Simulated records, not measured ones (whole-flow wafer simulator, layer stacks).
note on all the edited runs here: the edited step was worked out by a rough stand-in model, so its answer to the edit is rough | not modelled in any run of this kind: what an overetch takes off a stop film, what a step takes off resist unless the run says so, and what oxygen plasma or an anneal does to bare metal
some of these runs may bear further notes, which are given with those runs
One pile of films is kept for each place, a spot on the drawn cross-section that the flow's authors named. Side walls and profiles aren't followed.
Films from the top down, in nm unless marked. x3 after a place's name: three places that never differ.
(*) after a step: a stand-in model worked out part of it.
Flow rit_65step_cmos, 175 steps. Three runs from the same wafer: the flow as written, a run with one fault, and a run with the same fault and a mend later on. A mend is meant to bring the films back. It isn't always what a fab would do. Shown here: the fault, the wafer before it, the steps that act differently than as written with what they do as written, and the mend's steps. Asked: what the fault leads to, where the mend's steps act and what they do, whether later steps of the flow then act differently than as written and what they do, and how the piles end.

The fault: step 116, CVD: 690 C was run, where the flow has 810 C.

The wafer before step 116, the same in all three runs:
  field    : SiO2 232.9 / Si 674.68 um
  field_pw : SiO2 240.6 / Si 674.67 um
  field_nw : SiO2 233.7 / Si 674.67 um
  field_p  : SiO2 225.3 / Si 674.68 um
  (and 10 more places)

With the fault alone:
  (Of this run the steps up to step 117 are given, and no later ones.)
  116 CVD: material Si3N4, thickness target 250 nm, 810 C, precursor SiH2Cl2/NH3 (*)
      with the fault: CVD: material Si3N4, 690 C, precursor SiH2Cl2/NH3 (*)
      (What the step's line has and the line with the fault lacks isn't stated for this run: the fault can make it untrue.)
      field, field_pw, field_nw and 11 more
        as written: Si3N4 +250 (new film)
        with the fault: Si3N4 +28.9 (new film)
  No later step of the flow up to step 117 acts differently than as written at any place that is followed.
  After step 117 the piles differ from the flow's by more than 2% or 0.5 nm, whichever is larger, at field, field_pw, field_nw and 11 more.
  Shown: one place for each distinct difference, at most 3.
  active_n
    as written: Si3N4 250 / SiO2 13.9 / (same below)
    with the fault: Si3N4 28.9 / SiO2 13.9 / (same below)
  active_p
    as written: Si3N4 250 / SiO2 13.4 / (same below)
    with the fault: Si3N4 28.9 / SiO2 13.4 / (same below)
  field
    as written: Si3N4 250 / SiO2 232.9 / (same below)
    with the fault: Si3N4 28.9 / SiO2 232.9 / (same below)

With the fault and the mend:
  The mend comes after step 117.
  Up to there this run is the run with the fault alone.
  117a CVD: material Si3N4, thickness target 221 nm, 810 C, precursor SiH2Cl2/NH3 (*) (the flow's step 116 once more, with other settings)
      field, field_pw, field_nw and 11 more
        Si3N4 +221
  No later step of the flow acts differently than as written, at any place that is followed, by more than 2% or 0.5 nm, whichever is larger.
  At the end the piles differ from the flow's only slightly at the places that both follow, by at most 2% or 0.5 nm, whichever is larger.
